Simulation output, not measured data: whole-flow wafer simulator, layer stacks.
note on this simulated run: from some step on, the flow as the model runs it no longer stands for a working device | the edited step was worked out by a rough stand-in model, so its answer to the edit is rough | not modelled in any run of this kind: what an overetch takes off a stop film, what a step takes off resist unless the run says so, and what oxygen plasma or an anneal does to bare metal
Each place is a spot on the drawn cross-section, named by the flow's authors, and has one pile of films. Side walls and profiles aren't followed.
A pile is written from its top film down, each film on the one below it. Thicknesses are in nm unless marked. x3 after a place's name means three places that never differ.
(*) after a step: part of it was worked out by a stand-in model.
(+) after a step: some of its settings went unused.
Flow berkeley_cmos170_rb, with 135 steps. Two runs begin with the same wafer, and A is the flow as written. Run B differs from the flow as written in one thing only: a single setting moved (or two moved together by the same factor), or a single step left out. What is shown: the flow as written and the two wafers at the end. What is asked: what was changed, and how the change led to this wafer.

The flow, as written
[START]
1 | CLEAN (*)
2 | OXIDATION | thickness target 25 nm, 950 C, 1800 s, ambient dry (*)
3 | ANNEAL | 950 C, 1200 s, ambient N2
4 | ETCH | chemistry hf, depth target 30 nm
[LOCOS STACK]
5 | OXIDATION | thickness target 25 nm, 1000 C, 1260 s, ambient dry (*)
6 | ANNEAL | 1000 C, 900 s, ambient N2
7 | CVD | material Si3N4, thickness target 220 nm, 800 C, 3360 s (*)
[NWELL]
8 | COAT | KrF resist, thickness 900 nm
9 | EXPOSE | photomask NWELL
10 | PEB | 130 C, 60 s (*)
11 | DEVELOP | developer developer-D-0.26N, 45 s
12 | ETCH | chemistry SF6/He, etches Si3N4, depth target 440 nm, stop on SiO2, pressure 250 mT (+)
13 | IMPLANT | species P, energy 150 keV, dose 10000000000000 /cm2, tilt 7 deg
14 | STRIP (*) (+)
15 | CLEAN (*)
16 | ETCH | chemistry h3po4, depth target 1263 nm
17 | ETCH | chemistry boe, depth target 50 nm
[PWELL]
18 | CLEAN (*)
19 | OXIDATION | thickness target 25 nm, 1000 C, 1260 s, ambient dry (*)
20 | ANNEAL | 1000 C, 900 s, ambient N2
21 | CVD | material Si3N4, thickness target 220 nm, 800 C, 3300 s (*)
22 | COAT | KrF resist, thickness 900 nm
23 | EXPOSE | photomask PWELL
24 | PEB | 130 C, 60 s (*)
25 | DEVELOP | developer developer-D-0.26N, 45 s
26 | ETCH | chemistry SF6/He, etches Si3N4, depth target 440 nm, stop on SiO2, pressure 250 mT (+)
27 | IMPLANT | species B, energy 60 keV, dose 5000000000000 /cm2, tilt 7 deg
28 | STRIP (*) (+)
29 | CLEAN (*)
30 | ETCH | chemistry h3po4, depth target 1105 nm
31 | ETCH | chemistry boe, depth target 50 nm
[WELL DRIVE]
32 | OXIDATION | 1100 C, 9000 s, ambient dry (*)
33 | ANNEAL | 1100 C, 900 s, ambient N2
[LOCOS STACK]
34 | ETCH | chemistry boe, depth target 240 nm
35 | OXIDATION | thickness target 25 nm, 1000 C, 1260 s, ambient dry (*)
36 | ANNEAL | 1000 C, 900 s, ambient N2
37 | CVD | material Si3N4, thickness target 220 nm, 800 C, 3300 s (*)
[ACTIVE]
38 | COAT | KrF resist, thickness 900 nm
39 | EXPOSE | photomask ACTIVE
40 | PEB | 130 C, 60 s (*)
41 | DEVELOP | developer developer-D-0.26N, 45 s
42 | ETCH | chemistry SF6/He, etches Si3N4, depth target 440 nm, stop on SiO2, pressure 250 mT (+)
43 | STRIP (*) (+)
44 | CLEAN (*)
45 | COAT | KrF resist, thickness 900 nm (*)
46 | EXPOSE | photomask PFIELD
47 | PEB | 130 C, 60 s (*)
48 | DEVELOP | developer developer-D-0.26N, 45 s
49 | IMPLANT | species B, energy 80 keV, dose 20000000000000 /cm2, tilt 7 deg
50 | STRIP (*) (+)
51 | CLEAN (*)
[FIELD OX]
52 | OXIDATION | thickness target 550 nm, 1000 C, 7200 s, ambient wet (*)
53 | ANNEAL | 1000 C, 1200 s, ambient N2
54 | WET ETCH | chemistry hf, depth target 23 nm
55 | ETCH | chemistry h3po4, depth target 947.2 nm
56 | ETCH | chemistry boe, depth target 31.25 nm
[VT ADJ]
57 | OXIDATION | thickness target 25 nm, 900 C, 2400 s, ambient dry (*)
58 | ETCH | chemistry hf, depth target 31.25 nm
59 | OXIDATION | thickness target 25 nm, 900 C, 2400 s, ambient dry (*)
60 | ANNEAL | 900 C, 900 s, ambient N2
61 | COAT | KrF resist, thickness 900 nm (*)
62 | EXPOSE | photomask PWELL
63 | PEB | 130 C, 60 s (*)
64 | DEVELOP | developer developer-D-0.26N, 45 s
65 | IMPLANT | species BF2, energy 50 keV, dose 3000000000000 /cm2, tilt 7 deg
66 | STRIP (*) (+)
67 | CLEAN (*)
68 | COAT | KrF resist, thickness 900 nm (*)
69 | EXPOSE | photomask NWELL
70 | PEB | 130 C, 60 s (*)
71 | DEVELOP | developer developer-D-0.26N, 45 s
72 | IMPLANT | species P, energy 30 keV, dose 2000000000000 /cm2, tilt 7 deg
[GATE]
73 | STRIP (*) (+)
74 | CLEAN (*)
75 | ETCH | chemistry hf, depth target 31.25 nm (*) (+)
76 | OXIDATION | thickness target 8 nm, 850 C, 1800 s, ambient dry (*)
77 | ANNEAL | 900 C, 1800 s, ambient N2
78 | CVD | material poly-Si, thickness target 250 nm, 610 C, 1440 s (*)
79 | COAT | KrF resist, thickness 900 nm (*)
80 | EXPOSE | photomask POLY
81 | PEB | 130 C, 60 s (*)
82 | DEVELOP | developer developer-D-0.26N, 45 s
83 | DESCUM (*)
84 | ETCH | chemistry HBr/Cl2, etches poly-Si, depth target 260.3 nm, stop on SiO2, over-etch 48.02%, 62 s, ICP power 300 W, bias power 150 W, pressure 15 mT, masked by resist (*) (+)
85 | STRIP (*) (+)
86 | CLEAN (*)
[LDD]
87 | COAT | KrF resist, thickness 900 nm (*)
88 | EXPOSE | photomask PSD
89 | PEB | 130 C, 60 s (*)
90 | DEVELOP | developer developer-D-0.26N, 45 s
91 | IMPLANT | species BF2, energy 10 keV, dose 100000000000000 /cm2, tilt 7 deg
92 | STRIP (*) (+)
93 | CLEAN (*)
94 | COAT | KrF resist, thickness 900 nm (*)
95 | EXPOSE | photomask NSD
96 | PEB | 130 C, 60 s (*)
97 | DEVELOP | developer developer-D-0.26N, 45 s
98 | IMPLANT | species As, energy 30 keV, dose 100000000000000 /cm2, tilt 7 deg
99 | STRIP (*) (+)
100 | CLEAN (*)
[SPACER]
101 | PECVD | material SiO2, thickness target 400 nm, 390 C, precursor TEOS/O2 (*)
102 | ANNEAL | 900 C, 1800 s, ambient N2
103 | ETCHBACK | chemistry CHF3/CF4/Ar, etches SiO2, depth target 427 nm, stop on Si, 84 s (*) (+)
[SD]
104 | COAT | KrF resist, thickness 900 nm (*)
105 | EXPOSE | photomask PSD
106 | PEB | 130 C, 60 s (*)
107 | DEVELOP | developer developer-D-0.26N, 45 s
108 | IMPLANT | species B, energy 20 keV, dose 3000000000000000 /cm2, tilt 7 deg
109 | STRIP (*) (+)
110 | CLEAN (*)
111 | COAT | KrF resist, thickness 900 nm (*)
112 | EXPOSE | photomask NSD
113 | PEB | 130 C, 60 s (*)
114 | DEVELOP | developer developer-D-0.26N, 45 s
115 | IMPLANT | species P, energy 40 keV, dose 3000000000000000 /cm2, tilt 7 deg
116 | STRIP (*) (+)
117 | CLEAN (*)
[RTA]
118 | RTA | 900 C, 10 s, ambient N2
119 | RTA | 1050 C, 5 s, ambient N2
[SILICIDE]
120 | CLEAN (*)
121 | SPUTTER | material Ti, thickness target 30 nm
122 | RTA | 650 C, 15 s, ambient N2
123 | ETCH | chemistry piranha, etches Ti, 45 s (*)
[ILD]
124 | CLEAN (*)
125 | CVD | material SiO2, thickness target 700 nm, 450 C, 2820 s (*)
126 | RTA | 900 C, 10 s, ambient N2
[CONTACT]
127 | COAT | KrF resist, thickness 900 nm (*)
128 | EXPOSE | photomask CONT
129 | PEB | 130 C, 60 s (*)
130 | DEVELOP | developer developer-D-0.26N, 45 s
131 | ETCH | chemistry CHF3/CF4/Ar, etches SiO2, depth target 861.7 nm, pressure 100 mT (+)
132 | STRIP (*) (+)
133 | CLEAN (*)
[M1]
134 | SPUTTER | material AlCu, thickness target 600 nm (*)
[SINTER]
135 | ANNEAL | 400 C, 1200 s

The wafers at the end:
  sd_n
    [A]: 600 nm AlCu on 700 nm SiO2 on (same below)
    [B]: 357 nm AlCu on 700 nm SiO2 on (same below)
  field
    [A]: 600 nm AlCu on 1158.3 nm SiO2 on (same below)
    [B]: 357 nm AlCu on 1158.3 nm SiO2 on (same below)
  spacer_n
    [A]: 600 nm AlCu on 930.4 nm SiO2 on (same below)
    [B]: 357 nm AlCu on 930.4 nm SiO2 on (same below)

The reason: step 134, SPUTTER: thickness target 357 nm was run, whereas the flow has thickness target 600 nm.
The wafer lets one read it off: sd_n has AlCu 357, and step 134 as written asks for 600 nm.

The path from the change to this, step by step:
  134 | SPUTTER | material AlCu, thickness target 600 nm (*)
      field, sd_n, spacer_n, gate, spacer_p, gate_p, m1: A AlCu gains 600 (new film) | B AlCu gains 357 (new film)
      sd_p: A AlCu gains 545.9 (new film) | B AlCu gains 318.9 (new film)
      (and at 1 other place as well)
